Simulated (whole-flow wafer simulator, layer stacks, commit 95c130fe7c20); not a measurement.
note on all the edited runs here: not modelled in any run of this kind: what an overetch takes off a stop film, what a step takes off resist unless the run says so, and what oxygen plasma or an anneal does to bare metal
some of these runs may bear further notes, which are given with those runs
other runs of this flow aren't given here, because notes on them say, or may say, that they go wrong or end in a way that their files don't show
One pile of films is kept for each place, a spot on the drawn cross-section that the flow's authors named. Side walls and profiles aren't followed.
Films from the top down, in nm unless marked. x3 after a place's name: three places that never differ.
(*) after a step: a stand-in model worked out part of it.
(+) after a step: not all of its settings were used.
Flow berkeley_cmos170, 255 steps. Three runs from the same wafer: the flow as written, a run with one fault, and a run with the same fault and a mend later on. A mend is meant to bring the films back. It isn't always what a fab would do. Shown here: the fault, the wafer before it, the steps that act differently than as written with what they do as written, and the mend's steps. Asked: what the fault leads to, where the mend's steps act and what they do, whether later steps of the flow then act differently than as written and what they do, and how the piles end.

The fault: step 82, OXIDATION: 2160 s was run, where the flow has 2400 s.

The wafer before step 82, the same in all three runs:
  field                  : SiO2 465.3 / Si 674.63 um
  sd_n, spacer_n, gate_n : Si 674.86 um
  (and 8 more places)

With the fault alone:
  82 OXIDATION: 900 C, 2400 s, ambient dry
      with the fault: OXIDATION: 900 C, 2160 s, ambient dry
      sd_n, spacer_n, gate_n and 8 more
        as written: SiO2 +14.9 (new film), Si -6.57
        with the fault: SiO2 +14 (new film), Si -6.15
  Later steps of the flow that act differently than as written (45 more steps differ only slightly, by at most 2% or 0.5 nm, whichever is larger, and aren't shown):
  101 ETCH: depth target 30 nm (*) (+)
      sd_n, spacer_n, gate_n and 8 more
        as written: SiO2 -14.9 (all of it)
        with the fault: SiO2 -14 (all of it)
  At the end the piles differ from the flow's only slightly at the places that both follow, by at most 2% or 0.5 nm, whichever is larger.

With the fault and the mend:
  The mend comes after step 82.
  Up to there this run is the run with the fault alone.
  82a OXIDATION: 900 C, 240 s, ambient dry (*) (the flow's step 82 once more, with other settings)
      sd_n, spacer_n, gate_n and 8 more
        SiO2 +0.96, Si -0.42
      field
        SiO2 +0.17, Si -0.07
  No later step of the flow acts differently than as written at any place that is followed.
  At the end the piles are the same as the flow's at every place that both follow.
